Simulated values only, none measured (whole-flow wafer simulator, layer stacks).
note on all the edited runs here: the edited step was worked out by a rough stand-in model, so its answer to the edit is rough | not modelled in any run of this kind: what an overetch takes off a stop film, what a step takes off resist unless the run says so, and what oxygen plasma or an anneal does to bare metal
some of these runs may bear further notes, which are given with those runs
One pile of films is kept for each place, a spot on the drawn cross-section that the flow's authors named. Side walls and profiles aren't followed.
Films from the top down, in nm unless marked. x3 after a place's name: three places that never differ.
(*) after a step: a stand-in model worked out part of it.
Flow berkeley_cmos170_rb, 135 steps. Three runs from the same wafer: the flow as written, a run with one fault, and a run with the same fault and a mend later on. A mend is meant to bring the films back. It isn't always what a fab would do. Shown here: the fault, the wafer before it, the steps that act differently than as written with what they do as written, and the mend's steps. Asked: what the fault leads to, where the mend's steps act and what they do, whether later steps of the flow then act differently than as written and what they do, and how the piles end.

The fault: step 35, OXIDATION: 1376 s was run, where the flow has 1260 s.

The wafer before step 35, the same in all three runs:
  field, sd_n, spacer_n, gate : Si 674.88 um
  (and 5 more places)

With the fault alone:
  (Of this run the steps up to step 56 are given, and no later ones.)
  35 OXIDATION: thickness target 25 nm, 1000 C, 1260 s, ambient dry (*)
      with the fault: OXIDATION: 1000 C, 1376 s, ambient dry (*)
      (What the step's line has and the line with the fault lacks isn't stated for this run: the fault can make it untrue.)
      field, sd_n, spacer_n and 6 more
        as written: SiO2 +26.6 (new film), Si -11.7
        with the fault: SiO2 +27.8 (new film), Si -12.2
  Later steps of the flow that act differently than as written:
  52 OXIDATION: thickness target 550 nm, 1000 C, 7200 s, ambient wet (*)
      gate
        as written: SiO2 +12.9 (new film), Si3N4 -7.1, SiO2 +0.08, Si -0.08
        with the fault: SiO2 +12.9 (new film), Si3N4 -7.1
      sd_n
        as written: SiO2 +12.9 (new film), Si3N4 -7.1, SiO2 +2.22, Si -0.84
        with the fault: SiO2 +12.9 (new film), Si3N4 -7.1, SiO2 +2.77, Si -1.07
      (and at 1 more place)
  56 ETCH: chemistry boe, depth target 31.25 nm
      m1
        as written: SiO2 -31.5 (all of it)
        with the fault: SiO2 -31.2
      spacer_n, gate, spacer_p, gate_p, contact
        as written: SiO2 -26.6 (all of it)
        with the fault: SiO2 -27.8 (all of it)
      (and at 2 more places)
  After step 56 the piles differ from the flow's by more than 2% or 0.5 nm, whichever is larger, at m1.
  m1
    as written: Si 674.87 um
    with the fault: SiO2 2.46 / Si 674.87 um

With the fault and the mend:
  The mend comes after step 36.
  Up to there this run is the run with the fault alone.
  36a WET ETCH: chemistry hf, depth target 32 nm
      field, sd_n, spacer_n and 6 more
        SiO2 -27.8 (all of it)
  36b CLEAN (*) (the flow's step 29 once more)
      changes no film at any place that is followed
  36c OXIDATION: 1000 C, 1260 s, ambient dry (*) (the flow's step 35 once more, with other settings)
      field, sd_n, spacer_n and 6 more
        SiO2 +26.6 (new film), Si -11.7
  No later step of the flow acts differently than as written at any place that is followed.
  At the end the piles differ from the flow's only slightly at the places that both follow, by at most 2% or 0.5 nm, whichever is larger.
